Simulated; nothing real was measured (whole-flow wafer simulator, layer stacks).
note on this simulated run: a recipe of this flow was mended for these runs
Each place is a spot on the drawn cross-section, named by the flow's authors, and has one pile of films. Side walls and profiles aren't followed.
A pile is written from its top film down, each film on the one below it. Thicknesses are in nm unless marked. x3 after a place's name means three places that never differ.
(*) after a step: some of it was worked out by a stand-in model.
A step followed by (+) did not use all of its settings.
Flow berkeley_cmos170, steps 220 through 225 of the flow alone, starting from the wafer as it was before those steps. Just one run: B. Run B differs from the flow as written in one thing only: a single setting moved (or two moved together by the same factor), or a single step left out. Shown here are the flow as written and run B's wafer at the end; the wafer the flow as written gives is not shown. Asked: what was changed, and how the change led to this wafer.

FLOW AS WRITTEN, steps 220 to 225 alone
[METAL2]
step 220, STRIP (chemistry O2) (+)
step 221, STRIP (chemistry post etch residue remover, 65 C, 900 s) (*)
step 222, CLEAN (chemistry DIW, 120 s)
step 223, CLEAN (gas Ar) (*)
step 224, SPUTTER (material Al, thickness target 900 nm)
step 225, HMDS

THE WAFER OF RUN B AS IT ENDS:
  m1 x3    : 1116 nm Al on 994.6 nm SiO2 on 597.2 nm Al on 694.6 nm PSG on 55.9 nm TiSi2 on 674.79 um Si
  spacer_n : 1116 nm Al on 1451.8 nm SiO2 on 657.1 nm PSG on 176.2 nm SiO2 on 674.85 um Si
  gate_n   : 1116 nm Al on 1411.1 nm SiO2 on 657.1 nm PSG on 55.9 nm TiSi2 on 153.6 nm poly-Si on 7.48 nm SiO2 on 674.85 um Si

What caused this: step 224, SPUTTER: thickness target 1116 nm was run, whereas the flow has thickness target 900 nm.
The wafer itself shows it: m1 x3 has Al 1116, and step 224 as written asks for 900 nm.

The path from the change to this, step by step:
  step 224, SPUTTER (material Al, thickness target 900 nm)
      field, mark, sd_n and 9 more: Al gains 1116 (new film) (it would be, as written: Al gains 900 (new film))
      via1: Al gains 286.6 (it would be, as written: Al gains 259.4)
